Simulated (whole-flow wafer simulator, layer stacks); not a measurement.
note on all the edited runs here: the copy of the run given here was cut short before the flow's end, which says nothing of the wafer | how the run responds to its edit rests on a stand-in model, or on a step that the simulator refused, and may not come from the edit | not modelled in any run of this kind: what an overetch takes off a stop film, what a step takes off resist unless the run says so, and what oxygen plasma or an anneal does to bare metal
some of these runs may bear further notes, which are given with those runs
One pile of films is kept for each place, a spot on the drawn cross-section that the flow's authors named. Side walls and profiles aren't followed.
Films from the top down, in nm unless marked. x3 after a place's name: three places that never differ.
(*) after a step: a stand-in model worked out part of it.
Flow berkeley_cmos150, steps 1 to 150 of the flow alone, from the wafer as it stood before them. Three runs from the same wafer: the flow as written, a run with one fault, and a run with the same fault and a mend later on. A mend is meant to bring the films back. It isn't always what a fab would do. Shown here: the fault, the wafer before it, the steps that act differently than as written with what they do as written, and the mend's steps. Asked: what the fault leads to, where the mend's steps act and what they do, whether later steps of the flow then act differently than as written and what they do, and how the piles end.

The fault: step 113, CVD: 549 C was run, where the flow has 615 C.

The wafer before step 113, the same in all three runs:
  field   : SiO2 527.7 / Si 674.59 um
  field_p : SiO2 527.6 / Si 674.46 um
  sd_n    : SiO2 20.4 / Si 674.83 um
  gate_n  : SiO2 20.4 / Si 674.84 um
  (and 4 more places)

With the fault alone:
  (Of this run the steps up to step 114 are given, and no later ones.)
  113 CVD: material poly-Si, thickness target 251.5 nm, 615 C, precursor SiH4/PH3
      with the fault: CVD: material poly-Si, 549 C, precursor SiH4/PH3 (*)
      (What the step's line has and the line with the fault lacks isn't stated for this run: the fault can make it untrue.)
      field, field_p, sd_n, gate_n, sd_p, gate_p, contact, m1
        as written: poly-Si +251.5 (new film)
        with the fault: poly-Si +46.4 (new film)
  No later step of the flow up to step 114 acts differently than as written at any place that is followed.
  After step 114 the piles differ from the flow's by more than 2% or 0.5 nm, whichever is larger, at field, field_p, sd_n, gate_n, sd_p, gate_p, contact, m1.
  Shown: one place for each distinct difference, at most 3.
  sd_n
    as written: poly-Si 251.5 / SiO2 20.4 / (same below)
    with the fault: poly-Si 46.4 / SiO2 20.4 / (same below)
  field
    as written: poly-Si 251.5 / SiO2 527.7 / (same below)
    with the fault: poly-Si 46.4 / SiO2 527.7 / (same below)
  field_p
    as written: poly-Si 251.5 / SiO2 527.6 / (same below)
    with the fault: poly-Si 46.4 / SiO2 527.6 / (same below)

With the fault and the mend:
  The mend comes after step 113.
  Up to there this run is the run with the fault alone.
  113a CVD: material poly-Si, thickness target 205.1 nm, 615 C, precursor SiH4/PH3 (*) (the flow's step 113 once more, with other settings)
      field, field_p, sd_n, gate_n, sd_p, gate_p, contact, m1
        poly-Si +205.1
  No later step of the flow acts differently than as written, at any place that is followed, by more than 2% or 0.5 nm, whichever is larger.
  At the end the piles differ from the flow's only slightly at the places that both follow, by at most 2% or 0.5 nm, whichever is larger.
